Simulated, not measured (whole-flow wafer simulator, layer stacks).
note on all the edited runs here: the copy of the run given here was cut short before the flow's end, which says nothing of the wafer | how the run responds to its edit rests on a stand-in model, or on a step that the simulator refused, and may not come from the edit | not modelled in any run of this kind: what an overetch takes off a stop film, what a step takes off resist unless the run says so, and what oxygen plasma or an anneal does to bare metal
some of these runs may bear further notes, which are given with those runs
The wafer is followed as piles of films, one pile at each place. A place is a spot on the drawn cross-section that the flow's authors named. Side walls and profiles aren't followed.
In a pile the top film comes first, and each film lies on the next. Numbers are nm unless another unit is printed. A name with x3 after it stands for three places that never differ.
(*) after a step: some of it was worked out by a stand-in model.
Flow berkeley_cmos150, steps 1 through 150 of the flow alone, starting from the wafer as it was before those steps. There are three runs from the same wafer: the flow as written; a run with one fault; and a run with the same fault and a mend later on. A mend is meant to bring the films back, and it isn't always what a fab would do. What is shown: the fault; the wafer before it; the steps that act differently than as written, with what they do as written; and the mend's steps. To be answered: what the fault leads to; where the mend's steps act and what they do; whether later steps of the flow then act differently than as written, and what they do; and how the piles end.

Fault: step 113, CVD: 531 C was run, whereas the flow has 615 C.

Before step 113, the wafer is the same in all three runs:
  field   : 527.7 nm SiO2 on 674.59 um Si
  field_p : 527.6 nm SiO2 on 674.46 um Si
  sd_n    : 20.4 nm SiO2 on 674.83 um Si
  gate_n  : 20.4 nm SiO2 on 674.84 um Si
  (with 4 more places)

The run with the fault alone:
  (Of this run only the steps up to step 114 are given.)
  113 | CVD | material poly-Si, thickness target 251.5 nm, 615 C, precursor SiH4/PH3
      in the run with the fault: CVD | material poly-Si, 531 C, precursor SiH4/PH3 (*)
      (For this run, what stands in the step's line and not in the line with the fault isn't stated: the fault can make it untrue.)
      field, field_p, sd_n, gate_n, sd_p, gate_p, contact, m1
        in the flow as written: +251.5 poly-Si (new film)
        in the run with the fault: +27.3 poly-Si (new film)
  None of the later steps of the flow up to step 114 acts differently than as written at any place that is followed.
  After step 114, at field, field_p, sd_n, gate_n, sd_p, gate_p, contact, m1, the piles differ from the flow's by more than 2% or 0.5 nm, whichever is larger.
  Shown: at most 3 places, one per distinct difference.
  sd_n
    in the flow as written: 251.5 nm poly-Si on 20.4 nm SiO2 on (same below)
    in the run with the fault: 27.3 nm poly-Si on 20.4 nm SiO2 on (same below)
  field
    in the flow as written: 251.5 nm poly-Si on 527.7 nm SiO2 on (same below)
    in the run with the fault: 27.3 nm poly-Si on 527.7 nm SiO2 on (same below)
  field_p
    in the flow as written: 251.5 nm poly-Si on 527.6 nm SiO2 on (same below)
    in the run with the fault: 27.3 nm poly-Si on 527.6 nm SiO2 on (same below)

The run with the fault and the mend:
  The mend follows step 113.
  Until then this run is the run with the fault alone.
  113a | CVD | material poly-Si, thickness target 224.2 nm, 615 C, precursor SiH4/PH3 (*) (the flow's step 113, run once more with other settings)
      field, field_p, sd_n, gate_n, sd_p, gate_p, contact, m1
        +224.2 poly-Si
  None of the later steps of the flow differs from how it acts as written, at any place that is followed, by more than 2% or 0.5 nm, whichever is larger.
  At the end the piles are close to the flow's at the places that both follow, differing by at most 2% or 0.5 nm, whichever is larger.
